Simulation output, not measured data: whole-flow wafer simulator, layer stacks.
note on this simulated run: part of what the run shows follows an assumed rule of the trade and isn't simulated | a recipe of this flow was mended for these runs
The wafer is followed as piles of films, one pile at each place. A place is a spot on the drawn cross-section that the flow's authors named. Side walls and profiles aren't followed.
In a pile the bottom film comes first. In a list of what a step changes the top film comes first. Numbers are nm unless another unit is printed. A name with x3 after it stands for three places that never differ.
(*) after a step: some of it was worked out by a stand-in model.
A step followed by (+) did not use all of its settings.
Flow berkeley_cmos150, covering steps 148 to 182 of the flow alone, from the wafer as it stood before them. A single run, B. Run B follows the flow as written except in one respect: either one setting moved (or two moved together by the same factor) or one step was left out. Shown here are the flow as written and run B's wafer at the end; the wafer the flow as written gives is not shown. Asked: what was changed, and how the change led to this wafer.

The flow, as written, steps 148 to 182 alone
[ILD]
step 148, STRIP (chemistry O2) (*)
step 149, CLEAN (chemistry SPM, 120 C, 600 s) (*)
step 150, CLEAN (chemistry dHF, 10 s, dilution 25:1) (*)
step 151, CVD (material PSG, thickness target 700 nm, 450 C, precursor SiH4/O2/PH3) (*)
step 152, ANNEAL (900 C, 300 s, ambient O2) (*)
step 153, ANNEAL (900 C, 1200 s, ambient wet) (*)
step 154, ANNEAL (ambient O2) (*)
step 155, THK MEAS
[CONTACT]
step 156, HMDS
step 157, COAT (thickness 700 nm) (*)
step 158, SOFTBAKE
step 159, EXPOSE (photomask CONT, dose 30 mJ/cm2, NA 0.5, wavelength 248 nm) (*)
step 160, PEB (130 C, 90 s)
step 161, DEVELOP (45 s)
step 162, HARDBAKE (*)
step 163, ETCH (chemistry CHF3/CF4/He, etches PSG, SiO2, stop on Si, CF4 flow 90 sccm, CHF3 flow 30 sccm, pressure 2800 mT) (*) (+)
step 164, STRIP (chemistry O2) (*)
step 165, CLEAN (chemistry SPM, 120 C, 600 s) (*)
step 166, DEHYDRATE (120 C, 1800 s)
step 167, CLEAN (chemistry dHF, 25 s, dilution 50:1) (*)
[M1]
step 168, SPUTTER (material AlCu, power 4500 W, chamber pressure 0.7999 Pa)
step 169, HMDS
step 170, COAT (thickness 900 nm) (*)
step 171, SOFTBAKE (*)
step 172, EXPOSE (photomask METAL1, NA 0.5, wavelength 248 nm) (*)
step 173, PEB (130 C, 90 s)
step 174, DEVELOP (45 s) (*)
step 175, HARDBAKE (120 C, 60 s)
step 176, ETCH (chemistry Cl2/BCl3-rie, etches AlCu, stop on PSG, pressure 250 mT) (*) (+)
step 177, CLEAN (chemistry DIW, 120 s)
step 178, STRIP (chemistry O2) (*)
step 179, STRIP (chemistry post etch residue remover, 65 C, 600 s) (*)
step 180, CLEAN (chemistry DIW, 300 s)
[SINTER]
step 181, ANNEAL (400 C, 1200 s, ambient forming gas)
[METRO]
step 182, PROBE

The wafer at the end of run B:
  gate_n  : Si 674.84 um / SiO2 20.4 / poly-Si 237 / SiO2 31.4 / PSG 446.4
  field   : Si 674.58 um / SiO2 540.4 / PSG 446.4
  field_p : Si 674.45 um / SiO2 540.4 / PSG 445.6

The reason: step 151, CVD: thickness target 532 nm was run, though the flow has thickness target 700 nm.

How this came from the change, step by step:
  step 151, CVD (material PSG, thickness target 700 nm, 450 C, precursor SiH4/O2/PH3) (*)
      field, field_p, sd_n, gate_n, gate_p, contact, m1: +532 PSG (new film) (it would be, as written: +700 PSG (new film))
      sd_p: +489.7 PSG (new film) (it would be, as written: +639.5 PSG (new film))
  step 153, ANNEAL (900 C, 1200 s, ambient wet) (*)
      sd_n, contact, m1: -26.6 PSG, +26 SiO2, -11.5 Si (it would be, as written: -35 PSG, +22.8 SiO2, -10 Si)
      field, field_p: -26.6 PSG, +17.9 SiO2, -7.86 Si (it would be, as written: -35 PSG, +16.3 SiO2, -7.15 Si)
      (as well as at 3 more places)
  step 157, COAT (thickness 700 nm) (*)
      sd_p: +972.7 KrF-resist (new film) (it would be, as written: +1000.3 KrF-resist (new film))
  step 163, ETCH (chemistry CHF3/CF4/He, etches PSG, SiO2, stop on Si, CF4 flow 90 sccm, CHF3 flow 30 sccm, pressure 2800 mT) (*) (+)
      field, field_p, sd_n, gate_n, sd_p, gate_p, m1: -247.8 KrF-resist (it would be, as written: -303.7 KrF-resist)
      contact: -505.4 PSG (all of it), -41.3 SiO2 (all of it), -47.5 Si (it would be, as written: -665 PSG (all of it), -38.1 SiO2 (all of it), -47.5 Si)
  step 164, STRIP (chemistry O2) (*)
      field: -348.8 KrF-resist (all of it) (it would be, as written: -294.5 KrF-resist (all of it))
      field_p: -448.9 KrF-resist (all of it) (it would be, as written: -397.1 KrF-resist (all of it))
      (as well as at 5 more places)
  step 168, SPUTTER (material AlCu, power 4500 W, chamber pressure 0.7999 Pa)
      sd_p: +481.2 AlCu (new film) (it would be, as written: +471.4 AlCu (new film))
      contact: +482.8 AlCu (new film) (it would be, as written: +443.6 AlCu (new film))
  step 170, COAT (thickness 900 nm) (*)
      contact: +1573 thick-KrF-resist (new film) (it would be, as written: +1720.1 thick-KrF-resist (new film))
  step 175, HARDBAKE (120 C, 60 s)
      contact: -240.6 thick-KrF-resist (it would be, as written: -263.1 thick-KrF-resist)
  step 176, ETCH (chemistry Cl2/BCl3-rie, etches AlCu, stop on PSG, pressure 250 mT) (*) (+)
      sd_p: -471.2 AlCu (all of it), -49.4 PSG (it would be, as written: -461.4 AlCu (all of it), -50.6 PSG)
  step 178, STRIP (chemistry O2) (*)
      contact: -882 thick-KrF-resist (all of it) (it would be, as written: -1006.2 thick-KrF-resist (all of it))
      m1: -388 thick-KrF-resist (all of it) (it would be, as written: -373.8 thick-KrF-resist (all of it))
